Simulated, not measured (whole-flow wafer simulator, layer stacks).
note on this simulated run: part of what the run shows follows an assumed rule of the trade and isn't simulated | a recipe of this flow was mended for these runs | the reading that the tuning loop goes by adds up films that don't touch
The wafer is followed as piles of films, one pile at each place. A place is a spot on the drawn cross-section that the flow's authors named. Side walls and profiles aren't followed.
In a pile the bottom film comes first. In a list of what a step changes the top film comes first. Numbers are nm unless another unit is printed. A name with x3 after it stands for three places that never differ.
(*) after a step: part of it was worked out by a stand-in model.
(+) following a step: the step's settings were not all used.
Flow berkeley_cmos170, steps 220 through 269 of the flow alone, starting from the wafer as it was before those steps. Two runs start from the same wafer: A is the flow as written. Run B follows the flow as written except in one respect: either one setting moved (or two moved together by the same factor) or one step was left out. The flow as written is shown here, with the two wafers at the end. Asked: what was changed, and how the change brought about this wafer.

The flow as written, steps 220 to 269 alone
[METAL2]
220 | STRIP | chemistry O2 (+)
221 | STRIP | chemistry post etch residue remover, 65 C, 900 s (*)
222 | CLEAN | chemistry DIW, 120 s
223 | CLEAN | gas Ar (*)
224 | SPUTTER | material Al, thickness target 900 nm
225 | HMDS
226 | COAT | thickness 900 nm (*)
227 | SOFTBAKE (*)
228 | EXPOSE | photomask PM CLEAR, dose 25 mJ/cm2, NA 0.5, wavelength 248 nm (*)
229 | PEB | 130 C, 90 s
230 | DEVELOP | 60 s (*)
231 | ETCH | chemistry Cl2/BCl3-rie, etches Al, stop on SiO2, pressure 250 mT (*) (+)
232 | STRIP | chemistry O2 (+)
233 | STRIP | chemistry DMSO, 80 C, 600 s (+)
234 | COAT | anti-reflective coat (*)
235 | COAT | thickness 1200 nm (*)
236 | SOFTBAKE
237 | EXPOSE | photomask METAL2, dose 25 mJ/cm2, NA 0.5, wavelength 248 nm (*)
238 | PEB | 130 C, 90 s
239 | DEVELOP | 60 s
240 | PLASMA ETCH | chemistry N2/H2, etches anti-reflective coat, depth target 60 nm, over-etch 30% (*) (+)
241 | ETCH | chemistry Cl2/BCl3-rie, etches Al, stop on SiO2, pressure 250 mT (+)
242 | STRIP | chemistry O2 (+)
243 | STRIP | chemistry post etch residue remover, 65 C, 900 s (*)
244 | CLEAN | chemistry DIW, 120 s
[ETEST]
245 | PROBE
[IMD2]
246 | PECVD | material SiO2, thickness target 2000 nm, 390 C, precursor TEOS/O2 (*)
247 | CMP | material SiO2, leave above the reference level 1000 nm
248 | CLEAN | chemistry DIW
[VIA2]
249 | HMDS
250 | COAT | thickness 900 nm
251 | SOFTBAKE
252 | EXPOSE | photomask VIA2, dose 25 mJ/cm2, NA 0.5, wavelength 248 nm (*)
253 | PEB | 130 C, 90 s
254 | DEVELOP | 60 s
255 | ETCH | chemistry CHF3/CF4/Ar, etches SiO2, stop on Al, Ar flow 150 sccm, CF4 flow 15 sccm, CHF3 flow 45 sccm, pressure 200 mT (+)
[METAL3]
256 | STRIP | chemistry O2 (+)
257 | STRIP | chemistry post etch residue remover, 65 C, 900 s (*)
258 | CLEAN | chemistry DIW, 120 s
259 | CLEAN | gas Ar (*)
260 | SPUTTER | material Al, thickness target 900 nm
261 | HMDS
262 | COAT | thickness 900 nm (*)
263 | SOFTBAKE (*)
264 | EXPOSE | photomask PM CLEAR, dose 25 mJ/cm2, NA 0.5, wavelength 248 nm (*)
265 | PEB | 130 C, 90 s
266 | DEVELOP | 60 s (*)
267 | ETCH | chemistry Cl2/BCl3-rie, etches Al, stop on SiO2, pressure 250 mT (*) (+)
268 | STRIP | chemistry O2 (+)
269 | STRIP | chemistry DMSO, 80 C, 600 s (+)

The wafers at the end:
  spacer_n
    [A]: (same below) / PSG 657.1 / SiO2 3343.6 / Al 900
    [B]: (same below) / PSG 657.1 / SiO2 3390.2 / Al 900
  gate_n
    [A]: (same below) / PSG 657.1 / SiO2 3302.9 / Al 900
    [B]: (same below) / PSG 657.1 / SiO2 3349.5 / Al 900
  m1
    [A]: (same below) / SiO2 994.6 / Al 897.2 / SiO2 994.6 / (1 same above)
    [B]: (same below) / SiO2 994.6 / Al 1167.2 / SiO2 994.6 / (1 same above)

Cause: step 224, SPUTTER: thickness target 1170 nm was run, while the flow as written has thickness target 900 nm.

How this came from the change, step by step:
  224 | SPUTTER | material Al, thickness target 900 nm
      field, mark, sd_n and 9 more: A +900 Al (new film) | B +1170 Al (new film)
      via1: A +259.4 Al | B +291.9 Al
  226 | COAT | thickness 900 nm (*)
      via1: A +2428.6 KrF-resist (new film) | B +2655.2 KrF-resist (new film)
  229 | PEB | 130 C, 90 s
      via1: A -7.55 KrF-resist | B -9.21 KrF-resist
  231 | ETCH | chemistry Cl2/BCl3-rie, etches Al, stop on SiO2, pressure 250 mT (*) (+)
      field, sd_n, spacer_n and 9 more: A -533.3 KrF-resist | B -668.3 KrF-resist
      mark: A -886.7 Al (all of it), -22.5 SiO2 | B -1156.7 Al (all of it), -22.5 SiO2
  232 | STRIP | chemistry O2 (+)
      field, gate_n: A -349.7 KrF-resist (all of it) | B -214.7 KrF-resist (all of it)
      spacer_p, gate_p: A -349.4 KrF-resist (all of it) | B -214.4 KrF-resist (all of it)
      (as well as at 8 more places)
  234 | COAT | anti-reflective coat (*)
      via1: A +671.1 anti-reflective coat (new film) | B +783.8 anti-reflective coat (new film)
  235 | COAT | thickness 1200 nm (*)
      m1: A +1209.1 KrF-resist (new film) | B +1176.4 KrF-resist (new film)
      via1: A +2189 KrF-resist (new film) | B +2270.4 KrF-resist (new film)
  238 | PEB | 130 C, 90 s
      via1: A -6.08 KrF-resist | B -6.6 KrF-resist
  241 | ETCH | chemistry Cl2/BCl3-rie, etches Al, stop on SiO2, pressure 250 mT (+)
      field, sd_n, spacer_n, gate_n, sd_p, spacer_p, gate_p: A -900 Al (all of it), -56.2 SiO2 | B -1170 Al (all of it), -56.2 SiO2
      contact, m1, via1, m2, via2: A -675 KrF-resist | B -810 KrF-resist
      (as well as at 1 more place)
  242 | STRIP | chemistry O2 (+)
      contact: A -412 KrF-resist (all of it), -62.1 anti-reflective coat (all of it) | B -269.3 KrF-resist (all of it), -62.1 anti-reflective coat (all of it)
      m1: A -433.1 KrF-resist (all of it), -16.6 anti-reflective coat (all of it) | B -265.6 KrF-resist (all of it), -16.6 anti-reflective coat (all of it)
      (as well as at 3 more places)
  246 | PECVD | material SiO2, thickness target 2000 nm, 390 C, precursor TEOS/O2 (*)
      via1: A +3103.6 SiO2 (new film), +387 void (new film), +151 SiO2 (new film) | B +2330.3 SiO2 (new film), +1446 void (new film), +102.9 SiO2 (new film)
  247 | CMP | material SiO2, leave above the reference level 1000 nm
      field, sd_n, spacer_n, gate_n, sd_p, spacer_p, gate_p: A -46.6 SiO2 | B nothing
  250 | COAT | thickness 900 nm
      sd_n: A +900 KrF-resist (new film) | B +985.9 KrF-resist (new film)
      contact: A +900 KrF-resist (new film) | B +813 KrF-resist (new film)
      (as well as at 4 more places)
  254 | DEVELOP | 60 s
      via2: A -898 KrF-resist (all of it) | B -807.1 KrF-resist (all of it)
  256 | STRIP | chemistry O2 (+)
      sd_n: A -607.6 KrF-resist (all of it) | B -693.3 KrF-resist (all of it)
      contact: A -607.6 KrF-resist (all of it) | B -520.9 KrF-resist (all of it)
      (as well as at 3 more places)
  262 | COAT | thickness 900 nm (*)
      sd_n: A +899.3 KrF-resist (new film) | B +984.5 KrF-resist (new film)
      contact: A +898.4 KrF-resist (new film) | B +806.1 KrF-resist (new film)
      (as well as at 4 more places)
  ... and 1 more step ...
  268 | STRIP | chemistry O2 (+)
      sd_n: A -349 KrF-resist (all of it) | B -434 KrF-resist (all of it)
      spacer_p: A -349.6 KrF-resist (all of it) | B -357.5 KrF-resist (all of it)
      (as well as at 6 more places)
